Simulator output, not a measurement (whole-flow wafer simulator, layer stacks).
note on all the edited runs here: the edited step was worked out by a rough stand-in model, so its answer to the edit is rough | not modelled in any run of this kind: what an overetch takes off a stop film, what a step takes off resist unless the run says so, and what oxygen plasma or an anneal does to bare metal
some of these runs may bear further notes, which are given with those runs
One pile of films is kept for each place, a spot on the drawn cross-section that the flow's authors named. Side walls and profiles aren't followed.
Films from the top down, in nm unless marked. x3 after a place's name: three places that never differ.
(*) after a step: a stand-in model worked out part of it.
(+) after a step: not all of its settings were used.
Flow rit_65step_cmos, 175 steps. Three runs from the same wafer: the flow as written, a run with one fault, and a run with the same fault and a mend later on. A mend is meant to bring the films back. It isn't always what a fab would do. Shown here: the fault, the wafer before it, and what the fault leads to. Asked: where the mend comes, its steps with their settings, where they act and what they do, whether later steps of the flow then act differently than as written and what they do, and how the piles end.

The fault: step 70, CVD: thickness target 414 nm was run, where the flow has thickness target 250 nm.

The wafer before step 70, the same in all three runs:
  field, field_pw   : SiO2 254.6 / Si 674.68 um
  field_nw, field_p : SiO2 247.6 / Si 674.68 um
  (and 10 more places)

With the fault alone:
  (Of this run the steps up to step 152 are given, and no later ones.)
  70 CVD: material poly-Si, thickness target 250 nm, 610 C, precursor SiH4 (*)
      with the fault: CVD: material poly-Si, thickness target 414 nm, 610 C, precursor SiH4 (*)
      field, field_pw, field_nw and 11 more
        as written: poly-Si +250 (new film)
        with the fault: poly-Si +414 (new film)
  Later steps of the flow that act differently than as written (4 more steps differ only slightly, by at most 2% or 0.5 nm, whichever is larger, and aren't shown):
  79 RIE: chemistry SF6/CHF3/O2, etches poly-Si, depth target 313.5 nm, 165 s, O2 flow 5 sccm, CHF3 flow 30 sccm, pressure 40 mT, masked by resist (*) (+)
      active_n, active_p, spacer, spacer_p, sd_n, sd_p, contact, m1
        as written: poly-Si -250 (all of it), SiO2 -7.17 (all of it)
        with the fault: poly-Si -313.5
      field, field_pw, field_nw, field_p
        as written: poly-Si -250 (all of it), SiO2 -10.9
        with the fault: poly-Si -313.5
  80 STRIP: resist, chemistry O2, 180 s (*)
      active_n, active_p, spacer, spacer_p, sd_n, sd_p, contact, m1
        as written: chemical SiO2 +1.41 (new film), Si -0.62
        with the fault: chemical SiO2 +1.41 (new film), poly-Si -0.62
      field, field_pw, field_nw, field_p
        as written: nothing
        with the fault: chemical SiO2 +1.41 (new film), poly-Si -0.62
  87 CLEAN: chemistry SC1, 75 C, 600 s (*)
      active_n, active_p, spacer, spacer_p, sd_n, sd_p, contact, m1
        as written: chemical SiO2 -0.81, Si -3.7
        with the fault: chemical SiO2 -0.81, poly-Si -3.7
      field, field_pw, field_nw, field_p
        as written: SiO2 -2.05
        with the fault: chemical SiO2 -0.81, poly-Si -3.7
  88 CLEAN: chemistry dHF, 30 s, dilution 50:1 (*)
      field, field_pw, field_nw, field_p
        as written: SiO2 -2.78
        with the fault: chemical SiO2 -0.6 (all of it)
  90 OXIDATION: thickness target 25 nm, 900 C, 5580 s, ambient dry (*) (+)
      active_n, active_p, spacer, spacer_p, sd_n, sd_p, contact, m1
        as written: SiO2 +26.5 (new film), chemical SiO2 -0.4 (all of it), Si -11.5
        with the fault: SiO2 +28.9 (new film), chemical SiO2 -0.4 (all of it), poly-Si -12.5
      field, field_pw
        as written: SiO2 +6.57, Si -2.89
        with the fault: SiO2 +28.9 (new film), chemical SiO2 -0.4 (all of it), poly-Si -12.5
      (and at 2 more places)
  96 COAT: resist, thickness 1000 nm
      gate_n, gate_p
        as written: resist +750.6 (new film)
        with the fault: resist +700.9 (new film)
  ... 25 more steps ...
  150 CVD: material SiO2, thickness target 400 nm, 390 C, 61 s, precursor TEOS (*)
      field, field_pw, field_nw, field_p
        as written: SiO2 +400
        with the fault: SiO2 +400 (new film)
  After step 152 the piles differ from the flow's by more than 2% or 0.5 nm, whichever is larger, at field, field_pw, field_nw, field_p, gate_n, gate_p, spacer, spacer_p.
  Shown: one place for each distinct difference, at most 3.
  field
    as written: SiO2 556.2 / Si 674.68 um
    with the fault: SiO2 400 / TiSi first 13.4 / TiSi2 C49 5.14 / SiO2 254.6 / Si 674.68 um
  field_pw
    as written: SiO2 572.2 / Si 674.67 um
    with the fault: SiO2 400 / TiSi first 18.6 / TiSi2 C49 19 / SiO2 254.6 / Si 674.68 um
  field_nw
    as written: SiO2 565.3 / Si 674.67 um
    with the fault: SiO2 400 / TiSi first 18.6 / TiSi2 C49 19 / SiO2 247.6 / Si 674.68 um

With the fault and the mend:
  The mend comes after step 71.
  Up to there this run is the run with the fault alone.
  71a ETCH: chemistry tmah, depth target 164 nm
      field, field_pw, field_nw and 11 more
        poly-Si -164
  No later step of the flow acts differently than as written at any place that is followed.
  At the end the piles are the same as the flow's at every place that both follow.
